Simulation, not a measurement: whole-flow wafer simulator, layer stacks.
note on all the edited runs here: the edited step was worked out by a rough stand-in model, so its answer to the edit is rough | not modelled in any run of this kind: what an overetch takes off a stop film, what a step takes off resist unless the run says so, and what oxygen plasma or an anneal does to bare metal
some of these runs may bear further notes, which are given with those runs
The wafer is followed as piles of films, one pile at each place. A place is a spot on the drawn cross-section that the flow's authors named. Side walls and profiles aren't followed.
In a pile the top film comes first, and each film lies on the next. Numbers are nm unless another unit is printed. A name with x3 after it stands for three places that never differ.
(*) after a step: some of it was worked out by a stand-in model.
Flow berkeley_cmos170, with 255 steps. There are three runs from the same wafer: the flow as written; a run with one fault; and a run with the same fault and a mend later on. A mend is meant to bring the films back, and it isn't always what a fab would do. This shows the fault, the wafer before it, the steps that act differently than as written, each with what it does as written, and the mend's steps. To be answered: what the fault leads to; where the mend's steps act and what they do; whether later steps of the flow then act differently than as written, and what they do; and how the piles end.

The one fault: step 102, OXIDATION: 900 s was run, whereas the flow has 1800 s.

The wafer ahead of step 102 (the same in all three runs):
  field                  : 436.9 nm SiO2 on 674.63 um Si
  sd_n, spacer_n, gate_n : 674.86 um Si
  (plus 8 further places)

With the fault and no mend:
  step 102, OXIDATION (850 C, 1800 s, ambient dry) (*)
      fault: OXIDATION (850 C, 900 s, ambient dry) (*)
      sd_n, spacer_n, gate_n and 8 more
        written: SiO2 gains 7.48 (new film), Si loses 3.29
        fault: SiO2 gains 5.1 (new film), Si loses 2.24
  None of the later steps of the flow differs from how it acts as written, at any place that is followed, by more than 2% or 0.5 nm, whichever is larger.
  The piles end different from the flow's at gate_n, gate_p by more than 2% or 0.5 nm, whichever is larger.
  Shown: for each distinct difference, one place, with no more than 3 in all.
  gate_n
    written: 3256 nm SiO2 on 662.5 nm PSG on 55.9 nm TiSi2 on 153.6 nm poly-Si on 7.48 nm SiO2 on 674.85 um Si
    fault: 3258.3 nm SiO2 on 662.5 nm PSG on 55.9 nm TiSi2 on 153.6 nm poly-Si on 5.1 nm SiO2 on 674.85 um Si

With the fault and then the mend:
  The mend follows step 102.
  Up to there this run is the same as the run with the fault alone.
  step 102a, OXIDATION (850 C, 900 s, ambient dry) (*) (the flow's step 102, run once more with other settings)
      sd_n, spacer_n, gate_n and 8 more
        SiO2 gains 2.39, Si loses 1.05
      field
        SiO2 gains 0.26, Si loses 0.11
  None of the later steps of the flow acts differently than as written at any place that is followed.
  At every place that both follow, the piles at the end match the flow's.
